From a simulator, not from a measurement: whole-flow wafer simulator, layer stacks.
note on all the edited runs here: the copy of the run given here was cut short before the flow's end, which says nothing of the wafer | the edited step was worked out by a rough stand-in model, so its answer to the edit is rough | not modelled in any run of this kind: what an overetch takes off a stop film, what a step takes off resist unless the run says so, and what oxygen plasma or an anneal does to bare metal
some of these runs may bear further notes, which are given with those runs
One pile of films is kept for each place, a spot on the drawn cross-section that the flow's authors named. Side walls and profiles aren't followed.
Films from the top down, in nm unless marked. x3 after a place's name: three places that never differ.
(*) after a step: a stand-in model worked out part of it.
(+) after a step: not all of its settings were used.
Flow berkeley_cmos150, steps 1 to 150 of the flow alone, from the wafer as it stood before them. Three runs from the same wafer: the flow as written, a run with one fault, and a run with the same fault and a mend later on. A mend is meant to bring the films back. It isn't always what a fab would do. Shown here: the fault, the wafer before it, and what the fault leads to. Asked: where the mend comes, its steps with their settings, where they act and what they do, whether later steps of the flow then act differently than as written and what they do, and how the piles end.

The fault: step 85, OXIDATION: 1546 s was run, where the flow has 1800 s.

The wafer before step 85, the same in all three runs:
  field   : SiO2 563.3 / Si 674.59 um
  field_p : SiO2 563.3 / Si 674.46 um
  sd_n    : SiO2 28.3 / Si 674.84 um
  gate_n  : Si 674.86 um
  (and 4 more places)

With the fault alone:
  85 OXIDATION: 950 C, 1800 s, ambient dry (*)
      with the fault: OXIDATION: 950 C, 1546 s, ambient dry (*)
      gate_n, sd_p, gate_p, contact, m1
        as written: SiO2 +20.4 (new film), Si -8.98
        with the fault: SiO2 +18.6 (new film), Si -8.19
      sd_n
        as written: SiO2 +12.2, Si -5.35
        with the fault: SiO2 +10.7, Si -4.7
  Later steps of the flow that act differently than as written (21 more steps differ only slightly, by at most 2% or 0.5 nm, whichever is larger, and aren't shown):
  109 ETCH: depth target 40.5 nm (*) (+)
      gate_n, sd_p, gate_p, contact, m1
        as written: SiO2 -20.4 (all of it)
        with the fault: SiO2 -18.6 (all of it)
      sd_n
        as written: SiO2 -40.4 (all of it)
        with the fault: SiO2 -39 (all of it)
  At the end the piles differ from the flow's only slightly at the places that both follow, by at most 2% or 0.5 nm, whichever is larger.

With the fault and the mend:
  The mend comes after step 94.
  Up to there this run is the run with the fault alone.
  94a STRIP (*) (+)
      field_p
        KrF resist -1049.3 (all of it)
      sd_p
        KrF resist -1273.9 (all of it)
      gate_p
        KrF resist -1248.7 (all of it)
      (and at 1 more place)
  94b CLEAN: chemistry SPM, 600 s (the flow's step 77 once more)
      changes no film at any place that is followed
  94c OXIDATION: 950 C, 209 s, ambient dry (*) (the flow's step 85 once more, with other settings)
      gate_n, sd_p, gate_p, contact, m1
        SiO2 +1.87, Si -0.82
      field, field_p
        SiO2 +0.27, Si -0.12
      sd_n
        SiO2 +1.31, Si -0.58
  94d HMDS (the flow's step 88 once more)
      changes no film at any place that is followed
  94e COAT: KrF resist, thickness 1100 nm (*) (the flow's step 89 once more)
      field
        KrF resist +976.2 (new film)
      field_p
        KrF resist +1087.8 (new film)
      sd_n
        KrF resist +1243 (new film)
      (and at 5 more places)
  94f SOFTBAKE: KrF resist (the flow's step 90 once more)
      changes no film at any place that is followed
  94g EXPOSE: photomask NWELL INV, NA 0.5, wavelength 248 nm (*) (the flow's step 91 once more)
      changes no film at any place that is followed
  94h PEB: KrF resist, 110 C, 90 s (the flow's step 92 once more)
      field
        KrF resist -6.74
      field_p
        KrF resist -7.53
      sd_n
        KrF resist -8.63
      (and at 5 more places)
  94i DEVELOP: KrF resist, thickness 1100 nm, developer developer-D-0.26N, 45 s (the flow's step 93 once more)
      field_p, sd_p, gate_p, m1
        KrF resist -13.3
      field
        KrF resist -969.5 (all of it)
      sd_n
        KrF resist -1234.4 (all of it)
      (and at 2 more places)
  94j HARDBAKE: 120 C, 7200 s (the flow's step 94 once more)
      field_p
        KrF resist -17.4
      sd_p
        KrF resist -21.4
      gate_p
        KrF resist -20.9
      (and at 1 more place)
  No later step of the flow acts differently than as written, at any place that is followed, by more than 2% or 0.5 nm, whichever is larger.
  At the end the piles differ from the flow's only slightly at the places that both follow, by at most 2% or 0.5 nm, whichever is larger.
